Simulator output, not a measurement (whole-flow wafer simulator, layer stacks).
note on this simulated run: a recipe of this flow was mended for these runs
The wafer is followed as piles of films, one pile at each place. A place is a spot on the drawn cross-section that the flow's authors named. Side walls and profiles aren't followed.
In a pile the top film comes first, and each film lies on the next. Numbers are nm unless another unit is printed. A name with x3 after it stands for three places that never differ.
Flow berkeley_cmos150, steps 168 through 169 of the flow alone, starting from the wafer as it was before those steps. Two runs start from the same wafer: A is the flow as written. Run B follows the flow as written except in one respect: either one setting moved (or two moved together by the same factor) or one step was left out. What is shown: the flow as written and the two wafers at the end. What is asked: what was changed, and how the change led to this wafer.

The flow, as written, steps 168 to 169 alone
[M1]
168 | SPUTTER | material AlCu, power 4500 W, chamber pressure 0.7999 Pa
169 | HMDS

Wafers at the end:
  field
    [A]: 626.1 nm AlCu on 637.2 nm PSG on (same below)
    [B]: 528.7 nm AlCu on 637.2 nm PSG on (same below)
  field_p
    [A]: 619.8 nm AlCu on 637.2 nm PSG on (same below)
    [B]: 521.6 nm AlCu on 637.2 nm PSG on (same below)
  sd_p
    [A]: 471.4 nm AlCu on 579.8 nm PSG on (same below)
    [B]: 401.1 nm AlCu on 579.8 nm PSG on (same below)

The reason: step 168, SPUTTER: power 3780 W was run, while the flow as written has power 4500 W.

Step by step, how the change led to this:
  168 | SPUTTER | material AlCu, power 4500 W, chamber pressure 0.7999 Pa
      field, sd_n, gate_n, m1: A AlCu gains 626.1 (new film) | B AlCu gains 528.7 (new film)
      field_p: A AlCu gains 619.8 (new film) | B AlCu gains 521.6 (new film)
      (as well as at 3 more places)
